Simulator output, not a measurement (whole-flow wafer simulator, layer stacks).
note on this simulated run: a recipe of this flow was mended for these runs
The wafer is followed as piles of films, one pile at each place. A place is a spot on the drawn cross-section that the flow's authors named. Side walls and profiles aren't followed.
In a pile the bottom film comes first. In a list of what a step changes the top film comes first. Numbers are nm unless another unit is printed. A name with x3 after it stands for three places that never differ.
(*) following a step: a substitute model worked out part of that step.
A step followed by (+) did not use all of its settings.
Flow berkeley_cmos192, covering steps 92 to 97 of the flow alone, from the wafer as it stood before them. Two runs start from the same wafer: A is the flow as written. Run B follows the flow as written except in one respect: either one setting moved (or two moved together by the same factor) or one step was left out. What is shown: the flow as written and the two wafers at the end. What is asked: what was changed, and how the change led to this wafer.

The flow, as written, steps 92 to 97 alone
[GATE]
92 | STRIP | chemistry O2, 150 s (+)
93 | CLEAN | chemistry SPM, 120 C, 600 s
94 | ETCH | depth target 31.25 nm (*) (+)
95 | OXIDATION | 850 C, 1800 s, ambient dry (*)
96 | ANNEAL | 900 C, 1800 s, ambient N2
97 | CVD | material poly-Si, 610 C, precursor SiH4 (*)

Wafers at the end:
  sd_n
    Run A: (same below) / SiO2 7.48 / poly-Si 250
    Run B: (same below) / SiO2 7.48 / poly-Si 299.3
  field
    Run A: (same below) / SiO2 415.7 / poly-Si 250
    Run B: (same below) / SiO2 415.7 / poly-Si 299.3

What caused this: step 97, CVD: 619 C was run, whereas the flow has 610 C.

Step by step, how the change led to this:
  97 | CVD | material poly-Si, 610 C, precursor SiH4 (*)
      field, sd_n, spacer_n, gate, sd_p, spacer_p x2, contact, m1: A poly-Si gains 250 (new film) | B poly-Si gains 299.3 (new film)
